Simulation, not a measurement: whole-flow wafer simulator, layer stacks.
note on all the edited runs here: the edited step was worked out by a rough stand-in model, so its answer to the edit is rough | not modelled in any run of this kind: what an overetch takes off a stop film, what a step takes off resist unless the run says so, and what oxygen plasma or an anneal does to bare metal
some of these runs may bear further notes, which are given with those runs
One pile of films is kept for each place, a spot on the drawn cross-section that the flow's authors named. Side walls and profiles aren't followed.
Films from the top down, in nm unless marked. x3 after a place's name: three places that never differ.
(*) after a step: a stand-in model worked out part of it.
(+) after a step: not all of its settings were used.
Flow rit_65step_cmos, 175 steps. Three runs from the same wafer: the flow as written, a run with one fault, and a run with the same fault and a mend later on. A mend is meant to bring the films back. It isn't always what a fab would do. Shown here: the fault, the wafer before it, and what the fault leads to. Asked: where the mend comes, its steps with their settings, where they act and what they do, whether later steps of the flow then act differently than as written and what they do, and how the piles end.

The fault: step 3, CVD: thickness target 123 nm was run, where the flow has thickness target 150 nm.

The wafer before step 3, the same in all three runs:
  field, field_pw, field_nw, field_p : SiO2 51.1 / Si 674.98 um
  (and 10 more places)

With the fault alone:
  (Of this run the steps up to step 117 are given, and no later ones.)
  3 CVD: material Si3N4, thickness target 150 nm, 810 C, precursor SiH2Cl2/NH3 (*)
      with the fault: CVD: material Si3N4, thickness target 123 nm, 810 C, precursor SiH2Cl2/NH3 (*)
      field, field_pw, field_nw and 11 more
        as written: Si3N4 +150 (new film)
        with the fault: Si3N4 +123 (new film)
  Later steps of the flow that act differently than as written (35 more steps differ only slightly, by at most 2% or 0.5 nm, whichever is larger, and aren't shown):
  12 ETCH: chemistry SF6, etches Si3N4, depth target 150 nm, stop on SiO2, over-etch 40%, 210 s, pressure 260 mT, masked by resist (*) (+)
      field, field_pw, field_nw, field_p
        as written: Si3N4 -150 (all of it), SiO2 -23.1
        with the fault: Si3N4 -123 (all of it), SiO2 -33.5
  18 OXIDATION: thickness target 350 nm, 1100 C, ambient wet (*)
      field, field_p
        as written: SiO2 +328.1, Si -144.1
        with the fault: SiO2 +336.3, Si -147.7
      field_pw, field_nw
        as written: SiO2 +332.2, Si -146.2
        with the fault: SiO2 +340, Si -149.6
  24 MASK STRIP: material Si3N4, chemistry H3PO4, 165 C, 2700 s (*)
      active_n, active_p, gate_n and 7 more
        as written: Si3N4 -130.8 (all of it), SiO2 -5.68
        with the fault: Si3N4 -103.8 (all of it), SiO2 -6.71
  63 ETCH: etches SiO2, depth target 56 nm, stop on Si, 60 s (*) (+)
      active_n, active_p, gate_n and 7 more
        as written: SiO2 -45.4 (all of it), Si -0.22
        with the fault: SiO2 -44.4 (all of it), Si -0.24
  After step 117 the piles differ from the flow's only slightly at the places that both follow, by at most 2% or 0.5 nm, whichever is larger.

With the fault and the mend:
  The mend comes after step 4.
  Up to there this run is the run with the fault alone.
  4a ETCH: chemistry h3po4, depth target 141.4 nm
      field, field_pw, field_nw and 11 more
        Si3N4 -123 (all of it)
  4b CLEAN: chemistry SC2, 75 C, 600 s
      changes no film at any place that is followed
  4c CVD: material Si3N4, thickness target 150 nm, 810 C, precursor SiH2Cl2/NH3 (*) (the flow's step 3 once more)
      field, field_pw, field_nw and 11 more
        Si3N4 +150 (new film)
  No later step of the flow acts differently than as written at any place that is followed.
  At the end the piles are the same as the flow's at every place that both follow.
